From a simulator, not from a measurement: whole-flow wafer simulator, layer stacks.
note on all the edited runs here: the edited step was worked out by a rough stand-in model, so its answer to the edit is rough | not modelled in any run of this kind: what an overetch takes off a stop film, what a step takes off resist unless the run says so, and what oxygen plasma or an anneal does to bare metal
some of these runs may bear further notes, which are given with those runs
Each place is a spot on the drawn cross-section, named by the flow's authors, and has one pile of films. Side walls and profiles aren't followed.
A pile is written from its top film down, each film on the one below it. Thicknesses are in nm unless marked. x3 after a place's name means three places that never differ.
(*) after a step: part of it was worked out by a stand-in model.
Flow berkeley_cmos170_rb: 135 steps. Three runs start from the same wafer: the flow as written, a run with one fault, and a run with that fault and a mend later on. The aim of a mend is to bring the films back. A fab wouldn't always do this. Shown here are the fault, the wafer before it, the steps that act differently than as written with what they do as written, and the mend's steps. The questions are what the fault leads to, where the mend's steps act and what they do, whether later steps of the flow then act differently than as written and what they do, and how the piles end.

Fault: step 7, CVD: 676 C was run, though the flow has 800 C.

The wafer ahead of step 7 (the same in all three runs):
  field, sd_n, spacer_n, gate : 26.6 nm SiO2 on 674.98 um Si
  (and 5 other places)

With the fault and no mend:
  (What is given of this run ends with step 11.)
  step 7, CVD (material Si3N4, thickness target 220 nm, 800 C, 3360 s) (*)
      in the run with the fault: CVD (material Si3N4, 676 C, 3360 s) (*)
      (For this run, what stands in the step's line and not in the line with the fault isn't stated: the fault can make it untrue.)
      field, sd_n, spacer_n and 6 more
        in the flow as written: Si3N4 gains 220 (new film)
        in the run with the fault: Si3N4 gains 20.9 (new film)
  Later steps of the flow up to step 11 that are run all act as written at every place that is followed.
  After step 11, at field, sd_n, spacer_n and 6 more, the piles differ from the flow's by more than 2% or 0.5 nm, whichever is larger.
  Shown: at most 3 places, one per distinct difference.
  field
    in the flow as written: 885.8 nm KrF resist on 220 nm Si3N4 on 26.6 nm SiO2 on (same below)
    in the run with the fault: 885.8 nm KrF resist on 20.9 nm Si3N4 on 26.6 nm SiO2 on (same below)
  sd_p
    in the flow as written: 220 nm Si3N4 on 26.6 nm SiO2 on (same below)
    in the run with the fault: 20.9 nm Si3N4 on 26.6 nm SiO2 on (same below)

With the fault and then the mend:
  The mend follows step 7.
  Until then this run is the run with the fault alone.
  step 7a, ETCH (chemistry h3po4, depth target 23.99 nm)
      field, sd_n, spacer_n and 6 more
        Si3N4 loses 20.9 (all of it)
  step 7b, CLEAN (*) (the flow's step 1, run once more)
      leaves every film unchanged at each place that is followed
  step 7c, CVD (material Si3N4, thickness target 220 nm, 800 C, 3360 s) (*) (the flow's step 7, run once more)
      field, sd_n, spacer_n and 6 more
        Si3N4 gains 220 (new film)
  Later steps of the flow that are run all act as written at every place that is followed.
  The piles end the same as the flow's at every place that both follow.
